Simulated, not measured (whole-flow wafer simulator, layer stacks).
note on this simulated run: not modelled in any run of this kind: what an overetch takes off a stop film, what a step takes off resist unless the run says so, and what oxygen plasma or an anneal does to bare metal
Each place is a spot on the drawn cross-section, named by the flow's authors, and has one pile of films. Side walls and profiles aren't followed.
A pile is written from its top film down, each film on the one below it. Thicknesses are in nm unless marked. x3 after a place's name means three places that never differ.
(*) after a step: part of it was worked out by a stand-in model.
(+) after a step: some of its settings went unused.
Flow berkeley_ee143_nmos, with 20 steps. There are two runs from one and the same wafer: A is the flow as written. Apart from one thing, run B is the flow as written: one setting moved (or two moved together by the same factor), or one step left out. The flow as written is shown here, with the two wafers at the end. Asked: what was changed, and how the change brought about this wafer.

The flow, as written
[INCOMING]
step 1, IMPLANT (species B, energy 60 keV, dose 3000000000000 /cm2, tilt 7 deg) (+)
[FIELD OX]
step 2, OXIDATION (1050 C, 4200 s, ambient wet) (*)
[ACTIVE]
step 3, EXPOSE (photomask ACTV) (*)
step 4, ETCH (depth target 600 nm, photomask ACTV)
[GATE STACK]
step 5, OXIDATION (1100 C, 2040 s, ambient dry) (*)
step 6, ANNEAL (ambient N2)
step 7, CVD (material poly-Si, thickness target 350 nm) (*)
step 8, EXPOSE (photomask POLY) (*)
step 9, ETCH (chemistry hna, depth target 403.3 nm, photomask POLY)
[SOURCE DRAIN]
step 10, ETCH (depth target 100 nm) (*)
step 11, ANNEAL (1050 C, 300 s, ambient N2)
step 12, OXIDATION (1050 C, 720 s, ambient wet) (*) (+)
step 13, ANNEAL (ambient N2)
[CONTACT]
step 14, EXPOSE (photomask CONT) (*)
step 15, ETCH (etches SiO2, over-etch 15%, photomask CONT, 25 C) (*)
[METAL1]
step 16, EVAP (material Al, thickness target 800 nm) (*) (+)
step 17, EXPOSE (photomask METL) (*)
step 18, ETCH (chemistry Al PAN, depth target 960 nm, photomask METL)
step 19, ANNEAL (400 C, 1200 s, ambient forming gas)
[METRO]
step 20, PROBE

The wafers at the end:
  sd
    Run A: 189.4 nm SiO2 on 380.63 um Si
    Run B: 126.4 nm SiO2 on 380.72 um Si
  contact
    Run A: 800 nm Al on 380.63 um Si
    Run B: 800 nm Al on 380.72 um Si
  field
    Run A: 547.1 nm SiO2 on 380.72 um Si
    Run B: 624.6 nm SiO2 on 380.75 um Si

Cause: step 9, ETCH: depth target 329.5 nm was run, whereas the flow has depth target 403.3 nm.

Step by step, how the change led to this:
  step 9, ETCH (chemistry hna, depth target 403.3 nm, photomask POLY)
      sd, contact, field: A -350 poly-Si (all of it) | B -329.5 poly-Si
  step 10, ETCH (depth target 100 nm) (*)
      sd, contact: A -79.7 SiO2 (all of it) | B nothing
      field: A -100 SiO2 | B nothing
  step 12, OXIDATION (1050 C, 720 s, ambient wet) (*) (+)
      sd, contact: A +189.4 SiO2 (new film), -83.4 Si | B -20.5 poly-Si (all of it), +46.7 SiO2
      field: A +69.1 SiO2, -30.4 Si | B -20.5 poly-Si (all of it), +46.7 SiO2
  step 15, ETCH (etches SiO2, over-etch 15%, photomask CONT, 25 C) (*)
      contact: A -189.4 SiO2 (all of it) | B -126.4 SiO2 (all of it)
